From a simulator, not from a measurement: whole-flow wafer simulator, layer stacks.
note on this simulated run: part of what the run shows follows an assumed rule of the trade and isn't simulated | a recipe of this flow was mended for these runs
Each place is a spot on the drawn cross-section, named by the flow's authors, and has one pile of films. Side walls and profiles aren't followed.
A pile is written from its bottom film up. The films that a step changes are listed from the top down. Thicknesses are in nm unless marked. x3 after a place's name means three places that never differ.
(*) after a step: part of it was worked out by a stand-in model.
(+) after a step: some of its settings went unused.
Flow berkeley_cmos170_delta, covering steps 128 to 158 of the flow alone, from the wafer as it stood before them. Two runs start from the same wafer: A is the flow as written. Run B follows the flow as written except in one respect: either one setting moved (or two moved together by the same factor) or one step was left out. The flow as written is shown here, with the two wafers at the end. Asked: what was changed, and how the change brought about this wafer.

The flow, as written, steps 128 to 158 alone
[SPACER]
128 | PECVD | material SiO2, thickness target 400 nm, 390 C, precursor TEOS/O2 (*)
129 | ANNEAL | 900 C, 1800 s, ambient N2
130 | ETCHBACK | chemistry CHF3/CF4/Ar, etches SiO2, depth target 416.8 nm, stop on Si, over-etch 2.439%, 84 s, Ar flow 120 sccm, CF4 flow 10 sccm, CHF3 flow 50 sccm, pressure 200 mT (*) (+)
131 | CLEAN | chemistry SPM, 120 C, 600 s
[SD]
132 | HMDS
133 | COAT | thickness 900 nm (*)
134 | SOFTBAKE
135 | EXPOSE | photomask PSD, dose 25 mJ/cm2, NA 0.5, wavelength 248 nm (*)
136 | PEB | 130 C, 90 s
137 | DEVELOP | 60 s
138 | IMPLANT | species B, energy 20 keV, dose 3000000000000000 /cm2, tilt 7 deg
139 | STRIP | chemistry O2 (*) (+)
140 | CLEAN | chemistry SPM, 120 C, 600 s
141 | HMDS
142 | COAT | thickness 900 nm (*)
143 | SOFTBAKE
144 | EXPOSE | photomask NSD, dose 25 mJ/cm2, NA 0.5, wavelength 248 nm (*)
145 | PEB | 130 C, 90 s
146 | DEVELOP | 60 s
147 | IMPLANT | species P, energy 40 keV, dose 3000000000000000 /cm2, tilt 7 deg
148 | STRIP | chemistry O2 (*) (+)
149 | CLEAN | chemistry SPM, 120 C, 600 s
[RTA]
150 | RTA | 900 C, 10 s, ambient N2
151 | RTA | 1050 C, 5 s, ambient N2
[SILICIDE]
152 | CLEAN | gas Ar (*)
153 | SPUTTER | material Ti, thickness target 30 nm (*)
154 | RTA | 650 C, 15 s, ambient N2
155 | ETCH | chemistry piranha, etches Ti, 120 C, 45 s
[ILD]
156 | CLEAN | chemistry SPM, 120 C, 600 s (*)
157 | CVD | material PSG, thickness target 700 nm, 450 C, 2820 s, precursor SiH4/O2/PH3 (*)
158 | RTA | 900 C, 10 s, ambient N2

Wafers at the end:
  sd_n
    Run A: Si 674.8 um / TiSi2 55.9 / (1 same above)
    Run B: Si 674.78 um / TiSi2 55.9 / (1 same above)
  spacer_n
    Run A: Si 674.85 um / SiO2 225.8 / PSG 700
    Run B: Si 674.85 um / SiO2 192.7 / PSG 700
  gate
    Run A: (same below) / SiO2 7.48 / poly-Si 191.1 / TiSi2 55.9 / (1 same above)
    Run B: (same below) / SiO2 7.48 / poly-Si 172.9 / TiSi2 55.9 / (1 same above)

What caused this: step 128, PECVD: thickness target 200 nm was run, while the flow as written has thickness target 400 nm.

The path from the change to this, step by step:
  128 | PECVD | material SiO2, thickness target 400 nm, 390 C, precursor TEOS/O2 (*)
      field, sd_n, contact, m1: A SiO2 gains 400 | B SiO2 gains 200
      spacer_n, sd_p, spacer_p: A SiO2 gains 383.7 | B SiO2 gains 192.4
      (and at 2 other places as well)
  130 | ETCHBACK | chemistry CHF3/CF4/Ar, etches SiO2, depth target 416.8 nm, stop on Si, over-etch 2.439%, 84 s, Ar flow 120 sccm, CF4 flow 10 sccm, CHF3 flow 50 sccm, pressure 200 mT (*) (+)
      spacer_n, spacer_p: A SiO2 loses 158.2 | B nothing
      sd_n: A SiO2 loses 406 (all of it), Si loses 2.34 | B SiO2 loses 206 (all of it), Si loses 20.5
      (and at 5 other places as well)
  133 | COAT | thickness 900 nm (*)
      field: A KrF-resist gains 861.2 (new film) | B KrF-resist gains 903.6 (new film)
      sd_n: A KrF-resist gains 1013.7 (new film) | B KrF-resist gains 911.9 (new film)
      (and at 7 other places as well)
  137 | DEVELOP | 60 s
      sd_p: A KrF-resist loses 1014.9 (all of it) | B KrF-resist loses 934.7 (all of it)
      spacer_p: A KrF-resist loses 792.3 (all of it) | B KrF-resist loses 742.9 (all of it)
      (and at 1 other place as well)
  139 | STRIP | chemistry O2 (*) (+)
      field: A KrF-resist loses 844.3 (all of it) | B KrF-resist loses 886.7 (all of it)
      sd_n: A KrF-resist loses 996.5 (all of it), chemical SiO2 gains 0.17, Si loses 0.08 | B KrF-resist loses 894.9 (all of it), chemical SiO2 gains 0.16, Si loses 0.07
      (and at 4 other places as well)
  142 | COAT | thickness 900 nm (*)
      field: A KrF-resist gains 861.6 (new film) | B KrF-resist gains 903.6 (new film)
      sd_n: A KrF-resist gains 1013.7 (new film) | B KrF-resist gains 911.9 (new film)
      (and at 7 other places as well)
  146 | DEVELOP | 60 s
      sd_n: A KrF-resist loses 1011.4 (all of it) | B KrF-resist loses 909.8 (all of it)
      spacer_n: A KrF-resist loses 799.8 (all of it) | B KrF-resist loses 743.4 (all of it)
      (and at 3 other places as well)
  148 | STRIP | chemistry O2 (*) (+)
      field: A KrF-resist loses 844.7 (all of it) | B KrF-resist loses 886.7 (all of it)
      sd_p: A KrF-resist loses 999.9 (all of it), chemical SiO2 gains 0.07 | B KrF-resist loses 919.6 (all of it), chemical SiO2 gains 0.07
      (and at 2 other places as well)
  153 | SPUTTER | material Ti, thickness target 30 nm (*)
      sd_p: A Ti gains 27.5 (new film) | B Ti gains 30 (new film)
  154 | RTA | 650 C, 15 s, ambient N2
      sd_p: A Ti loses 21.5, TiSi first gains 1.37 (new film), TiSi2 C49 gains 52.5 (new film), Si loses 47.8 | B Ti loses 23.4, TiSi first gains 6.2 (new film), TiSi2 C49 gains 50.3 (new film), Si loses 49
  155 | ETCH | chemistry piranha, etches Ti, 120 C, 45 s
      sd_p: A Ti loses 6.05 (all of it), TiSi first loses 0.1 | B Ti loses 6.6 (all of it), TiSi first loses 0.1
  157 | CVD | material PSG, thickness target 700 nm, 450 C, 2820 s, precursor SiH4/O2/PH3 (*)
      sd_p: A PSG gains 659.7 (new film) | B PSG gains 700 (new film)
  158 | RTA | 900 C, 10 s, ambient N2
      sd_p: A under 1 film: TiSi2 gains 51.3 (new film), TiSi first loses 1.27 (all of it), TiSi2 C49 loses 52.5 (all of it), Si loses 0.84 | B under 1 film: TiSi2 gains 55.9 (new film), TiSi first loses 6.09 (all of it), TiSi2 C49 loses 50.3 (all of it), Si loses 4.05
